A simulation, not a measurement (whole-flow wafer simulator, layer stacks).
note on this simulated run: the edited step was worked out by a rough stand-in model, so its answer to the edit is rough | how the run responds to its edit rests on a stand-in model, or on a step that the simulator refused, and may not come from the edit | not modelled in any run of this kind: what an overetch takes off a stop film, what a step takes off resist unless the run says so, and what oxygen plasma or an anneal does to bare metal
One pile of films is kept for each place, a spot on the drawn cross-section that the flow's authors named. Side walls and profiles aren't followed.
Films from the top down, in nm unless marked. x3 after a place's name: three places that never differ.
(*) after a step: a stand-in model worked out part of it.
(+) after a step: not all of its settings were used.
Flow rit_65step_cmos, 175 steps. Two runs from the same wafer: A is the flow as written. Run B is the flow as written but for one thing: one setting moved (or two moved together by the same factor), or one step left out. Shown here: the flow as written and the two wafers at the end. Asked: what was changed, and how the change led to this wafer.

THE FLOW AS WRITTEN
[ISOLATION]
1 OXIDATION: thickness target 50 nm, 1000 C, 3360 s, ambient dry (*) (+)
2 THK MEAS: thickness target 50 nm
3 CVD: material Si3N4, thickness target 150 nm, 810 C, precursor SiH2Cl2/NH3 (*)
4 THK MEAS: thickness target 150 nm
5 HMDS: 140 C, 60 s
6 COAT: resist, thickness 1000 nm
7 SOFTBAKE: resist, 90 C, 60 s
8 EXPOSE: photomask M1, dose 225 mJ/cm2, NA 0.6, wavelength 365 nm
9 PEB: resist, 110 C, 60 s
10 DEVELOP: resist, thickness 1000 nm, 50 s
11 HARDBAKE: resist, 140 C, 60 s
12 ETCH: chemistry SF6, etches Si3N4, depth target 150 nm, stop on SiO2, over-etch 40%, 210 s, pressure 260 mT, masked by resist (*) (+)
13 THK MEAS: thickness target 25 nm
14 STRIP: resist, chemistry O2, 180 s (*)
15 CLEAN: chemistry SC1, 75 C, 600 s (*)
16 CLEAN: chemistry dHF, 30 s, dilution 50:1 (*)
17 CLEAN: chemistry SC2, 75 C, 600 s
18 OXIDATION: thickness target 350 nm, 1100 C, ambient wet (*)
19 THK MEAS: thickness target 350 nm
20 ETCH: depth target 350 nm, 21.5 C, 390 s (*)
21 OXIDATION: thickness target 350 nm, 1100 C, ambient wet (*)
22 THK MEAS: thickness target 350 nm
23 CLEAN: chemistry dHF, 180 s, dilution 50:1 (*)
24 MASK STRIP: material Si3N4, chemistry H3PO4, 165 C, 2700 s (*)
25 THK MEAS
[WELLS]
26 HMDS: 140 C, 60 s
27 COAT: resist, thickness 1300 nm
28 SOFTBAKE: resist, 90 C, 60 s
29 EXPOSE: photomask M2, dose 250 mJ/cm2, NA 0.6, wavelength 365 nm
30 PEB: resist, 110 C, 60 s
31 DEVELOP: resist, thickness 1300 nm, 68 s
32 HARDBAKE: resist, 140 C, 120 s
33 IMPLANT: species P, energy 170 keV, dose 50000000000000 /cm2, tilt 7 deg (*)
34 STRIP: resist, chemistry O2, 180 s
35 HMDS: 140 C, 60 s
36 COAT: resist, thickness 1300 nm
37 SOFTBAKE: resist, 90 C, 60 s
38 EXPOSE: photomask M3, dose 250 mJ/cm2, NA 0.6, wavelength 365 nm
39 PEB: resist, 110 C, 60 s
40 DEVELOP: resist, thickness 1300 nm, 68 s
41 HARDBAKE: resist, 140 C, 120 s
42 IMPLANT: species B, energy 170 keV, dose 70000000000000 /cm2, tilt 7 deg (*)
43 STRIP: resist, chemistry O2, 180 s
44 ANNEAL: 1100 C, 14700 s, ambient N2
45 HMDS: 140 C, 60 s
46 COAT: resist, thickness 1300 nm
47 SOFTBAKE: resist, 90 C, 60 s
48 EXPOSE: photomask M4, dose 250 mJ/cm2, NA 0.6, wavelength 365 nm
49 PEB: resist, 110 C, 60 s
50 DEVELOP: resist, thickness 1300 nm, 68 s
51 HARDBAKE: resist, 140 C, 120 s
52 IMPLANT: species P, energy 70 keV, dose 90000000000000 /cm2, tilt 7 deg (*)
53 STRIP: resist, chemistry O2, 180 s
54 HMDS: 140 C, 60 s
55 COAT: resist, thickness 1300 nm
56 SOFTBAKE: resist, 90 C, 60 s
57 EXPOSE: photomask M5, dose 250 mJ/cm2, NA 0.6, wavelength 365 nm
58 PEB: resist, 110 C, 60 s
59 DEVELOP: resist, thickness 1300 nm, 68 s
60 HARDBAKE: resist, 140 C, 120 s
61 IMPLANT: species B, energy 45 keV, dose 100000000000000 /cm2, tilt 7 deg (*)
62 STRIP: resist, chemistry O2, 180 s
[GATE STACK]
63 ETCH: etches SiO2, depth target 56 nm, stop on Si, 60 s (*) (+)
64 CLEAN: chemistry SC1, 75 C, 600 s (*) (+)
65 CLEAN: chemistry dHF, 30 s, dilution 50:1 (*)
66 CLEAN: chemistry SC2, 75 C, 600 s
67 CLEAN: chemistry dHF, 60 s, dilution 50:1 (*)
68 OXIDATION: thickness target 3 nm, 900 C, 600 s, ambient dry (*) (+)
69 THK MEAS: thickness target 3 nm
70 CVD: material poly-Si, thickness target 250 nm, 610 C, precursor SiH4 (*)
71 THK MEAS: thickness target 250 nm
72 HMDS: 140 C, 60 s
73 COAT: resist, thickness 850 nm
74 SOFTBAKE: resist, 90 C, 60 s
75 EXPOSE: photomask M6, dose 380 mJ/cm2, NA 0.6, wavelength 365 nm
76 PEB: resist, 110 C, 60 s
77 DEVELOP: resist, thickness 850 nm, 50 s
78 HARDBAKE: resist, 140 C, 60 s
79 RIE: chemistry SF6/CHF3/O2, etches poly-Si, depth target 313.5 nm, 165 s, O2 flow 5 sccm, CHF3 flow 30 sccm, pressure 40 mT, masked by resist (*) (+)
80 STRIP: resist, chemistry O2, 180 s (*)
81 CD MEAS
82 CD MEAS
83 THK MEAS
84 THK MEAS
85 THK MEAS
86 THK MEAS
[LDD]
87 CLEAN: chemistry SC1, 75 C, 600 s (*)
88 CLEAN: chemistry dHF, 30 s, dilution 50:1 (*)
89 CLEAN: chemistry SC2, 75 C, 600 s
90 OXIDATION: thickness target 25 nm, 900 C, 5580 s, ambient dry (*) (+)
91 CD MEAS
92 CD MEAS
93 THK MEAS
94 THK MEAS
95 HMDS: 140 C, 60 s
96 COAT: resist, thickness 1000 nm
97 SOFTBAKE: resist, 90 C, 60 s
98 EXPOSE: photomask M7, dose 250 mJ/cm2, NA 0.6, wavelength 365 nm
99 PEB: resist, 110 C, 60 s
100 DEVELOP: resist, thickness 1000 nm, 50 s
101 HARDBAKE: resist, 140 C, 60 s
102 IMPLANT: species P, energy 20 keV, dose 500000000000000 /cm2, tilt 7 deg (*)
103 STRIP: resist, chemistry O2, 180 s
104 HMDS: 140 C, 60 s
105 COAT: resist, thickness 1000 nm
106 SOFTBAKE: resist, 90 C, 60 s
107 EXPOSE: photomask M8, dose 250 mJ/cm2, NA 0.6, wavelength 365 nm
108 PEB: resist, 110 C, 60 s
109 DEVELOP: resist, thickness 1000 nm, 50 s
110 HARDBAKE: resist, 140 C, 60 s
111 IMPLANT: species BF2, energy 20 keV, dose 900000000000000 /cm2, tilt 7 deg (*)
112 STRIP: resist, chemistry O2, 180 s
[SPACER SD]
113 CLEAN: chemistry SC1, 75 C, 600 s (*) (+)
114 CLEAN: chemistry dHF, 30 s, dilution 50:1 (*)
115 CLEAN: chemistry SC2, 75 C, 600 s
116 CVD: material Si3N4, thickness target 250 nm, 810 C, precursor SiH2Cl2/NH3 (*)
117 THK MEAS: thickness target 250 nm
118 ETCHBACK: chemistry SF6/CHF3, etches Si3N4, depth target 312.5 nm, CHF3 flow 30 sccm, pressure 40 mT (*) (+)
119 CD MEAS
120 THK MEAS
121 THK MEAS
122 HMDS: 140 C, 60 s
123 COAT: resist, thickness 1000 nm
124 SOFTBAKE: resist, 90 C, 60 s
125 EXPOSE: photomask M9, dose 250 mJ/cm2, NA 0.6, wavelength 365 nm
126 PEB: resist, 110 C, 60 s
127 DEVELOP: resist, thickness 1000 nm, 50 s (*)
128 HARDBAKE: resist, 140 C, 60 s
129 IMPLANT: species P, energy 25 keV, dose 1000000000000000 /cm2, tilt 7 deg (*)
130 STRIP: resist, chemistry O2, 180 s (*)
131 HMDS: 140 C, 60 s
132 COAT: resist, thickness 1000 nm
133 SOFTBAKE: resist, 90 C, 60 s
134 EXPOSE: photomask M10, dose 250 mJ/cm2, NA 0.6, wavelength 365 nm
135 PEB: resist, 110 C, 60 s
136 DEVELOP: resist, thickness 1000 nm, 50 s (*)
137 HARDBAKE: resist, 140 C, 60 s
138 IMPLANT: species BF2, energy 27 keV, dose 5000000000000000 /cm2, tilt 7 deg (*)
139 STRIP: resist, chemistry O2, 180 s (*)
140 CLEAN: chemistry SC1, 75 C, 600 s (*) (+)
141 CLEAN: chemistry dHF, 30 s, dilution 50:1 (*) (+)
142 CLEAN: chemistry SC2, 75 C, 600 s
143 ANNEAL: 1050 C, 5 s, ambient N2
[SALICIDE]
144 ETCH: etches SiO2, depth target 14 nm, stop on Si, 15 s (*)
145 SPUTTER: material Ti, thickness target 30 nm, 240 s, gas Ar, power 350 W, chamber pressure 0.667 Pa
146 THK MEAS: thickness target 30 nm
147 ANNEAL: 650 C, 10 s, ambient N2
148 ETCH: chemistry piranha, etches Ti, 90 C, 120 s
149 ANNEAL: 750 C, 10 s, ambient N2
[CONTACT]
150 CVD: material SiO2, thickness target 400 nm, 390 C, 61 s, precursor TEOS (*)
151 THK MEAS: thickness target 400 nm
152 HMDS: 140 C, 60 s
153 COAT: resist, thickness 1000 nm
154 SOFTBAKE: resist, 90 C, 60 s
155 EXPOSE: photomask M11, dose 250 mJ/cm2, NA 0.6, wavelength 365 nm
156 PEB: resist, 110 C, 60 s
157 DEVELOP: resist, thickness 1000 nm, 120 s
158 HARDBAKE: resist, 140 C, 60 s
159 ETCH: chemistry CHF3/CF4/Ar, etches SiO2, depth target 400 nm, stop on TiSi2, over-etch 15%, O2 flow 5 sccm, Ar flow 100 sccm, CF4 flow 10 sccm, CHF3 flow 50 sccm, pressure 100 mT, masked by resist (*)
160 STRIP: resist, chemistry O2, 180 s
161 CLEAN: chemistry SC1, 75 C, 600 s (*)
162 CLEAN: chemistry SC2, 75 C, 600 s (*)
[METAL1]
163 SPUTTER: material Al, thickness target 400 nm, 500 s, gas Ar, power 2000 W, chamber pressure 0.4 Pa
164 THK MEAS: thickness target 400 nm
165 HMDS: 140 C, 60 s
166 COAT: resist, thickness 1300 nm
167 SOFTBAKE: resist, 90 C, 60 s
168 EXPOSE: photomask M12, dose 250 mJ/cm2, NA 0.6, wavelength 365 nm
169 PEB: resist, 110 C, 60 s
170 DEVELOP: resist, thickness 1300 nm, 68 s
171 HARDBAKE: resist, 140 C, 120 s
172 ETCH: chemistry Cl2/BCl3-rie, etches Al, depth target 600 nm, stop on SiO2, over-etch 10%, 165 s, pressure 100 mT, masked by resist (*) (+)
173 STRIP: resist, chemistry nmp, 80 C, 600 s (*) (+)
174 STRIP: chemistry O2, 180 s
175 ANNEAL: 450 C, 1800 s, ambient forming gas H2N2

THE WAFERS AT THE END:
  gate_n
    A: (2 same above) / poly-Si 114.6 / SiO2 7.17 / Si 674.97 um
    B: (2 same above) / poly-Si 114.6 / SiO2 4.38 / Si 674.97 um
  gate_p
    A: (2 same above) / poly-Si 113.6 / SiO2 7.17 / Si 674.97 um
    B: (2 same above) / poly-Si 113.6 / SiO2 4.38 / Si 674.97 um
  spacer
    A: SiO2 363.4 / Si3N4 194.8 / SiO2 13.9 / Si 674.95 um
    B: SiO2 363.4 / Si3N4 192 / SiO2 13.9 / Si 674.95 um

The cause: step 68, OXIDATION: 240 s was run, where the flow has 600 s.

How the change led to this, step by step:
  68 OXIDATION: thickness target 3 nm, 900 C, 600 s, ambient dry (*) (+)
      active_n, active_p, gate_n and 7 more: A SiO2 +7.17 (new film), Si -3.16 | B SiO2 +4.38 (new film), Si -1.93
  79 RIE: chemistry SF6/CHF3/O2, etches poly-Si, depth target 313.5 nm, 165 s, O2 flow 5 sccm, CHF3 flow 30 sccm, pressure 40 mT, masked by resist (*) (+)
      active_n, active_p, spacer, spacer_p, sd_n, sd_p, contact, m1: A poly-Si -250 (all of it), SiO2 -7.17 (all of it) | B poly-Si -250 (all of it), SiO2 -4.38 (all of it)
  118 ETCHBACK: chemistry SF6/CHF3, etches Si3N4, depth target 312.5 nm, CHF3 flow 30 sccm, pressure 40 mT (*) (+)
      spacer, spacer_p: A Si3N4 -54 | B Si3N4 -56.8
